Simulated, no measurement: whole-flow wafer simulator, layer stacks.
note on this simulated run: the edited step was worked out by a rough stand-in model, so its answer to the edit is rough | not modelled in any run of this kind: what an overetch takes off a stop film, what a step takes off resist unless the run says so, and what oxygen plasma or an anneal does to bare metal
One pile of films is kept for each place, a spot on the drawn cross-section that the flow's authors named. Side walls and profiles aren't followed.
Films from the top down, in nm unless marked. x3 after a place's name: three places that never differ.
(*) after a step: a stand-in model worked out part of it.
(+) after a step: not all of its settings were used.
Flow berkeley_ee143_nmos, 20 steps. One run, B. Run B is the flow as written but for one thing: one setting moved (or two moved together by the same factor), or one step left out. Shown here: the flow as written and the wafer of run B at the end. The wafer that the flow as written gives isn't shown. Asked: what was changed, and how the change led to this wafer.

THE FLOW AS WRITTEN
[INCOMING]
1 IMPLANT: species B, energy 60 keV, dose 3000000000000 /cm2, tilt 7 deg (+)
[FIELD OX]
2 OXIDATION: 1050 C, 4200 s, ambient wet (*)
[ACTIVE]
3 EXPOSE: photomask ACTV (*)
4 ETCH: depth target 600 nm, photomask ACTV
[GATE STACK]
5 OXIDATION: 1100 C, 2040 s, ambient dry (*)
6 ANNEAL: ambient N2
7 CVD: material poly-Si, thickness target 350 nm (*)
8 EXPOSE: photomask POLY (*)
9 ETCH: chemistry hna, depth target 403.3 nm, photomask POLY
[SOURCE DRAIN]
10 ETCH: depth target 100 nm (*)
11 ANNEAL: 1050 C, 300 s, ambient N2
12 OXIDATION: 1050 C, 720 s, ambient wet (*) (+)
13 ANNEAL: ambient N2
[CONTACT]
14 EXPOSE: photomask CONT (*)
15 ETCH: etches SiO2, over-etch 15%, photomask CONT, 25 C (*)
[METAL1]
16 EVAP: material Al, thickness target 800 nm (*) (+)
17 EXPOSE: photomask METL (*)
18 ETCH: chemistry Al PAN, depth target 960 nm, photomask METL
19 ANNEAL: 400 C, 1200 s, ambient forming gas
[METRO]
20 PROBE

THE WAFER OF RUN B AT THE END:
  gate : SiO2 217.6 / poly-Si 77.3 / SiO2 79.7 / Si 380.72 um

The cause: step 7, CVD: thickness target 173 nm was run, where the flow has thickness target 350 nm.

How the change led to this, step by step:
  7 CVD: material poly-Si, thickness target 350 nm (*)
      gate, sd, contact, field: poly-Si +173 (new film) (as written it would be: poly-Si +350 (new film))
  9 ETCH: chemistry hna, depth target 403.3 nm, photomask POLY
      sd, contact, field: poly-Si -173 (all of it) (as written it would be: poly-Si -350 (all of it))
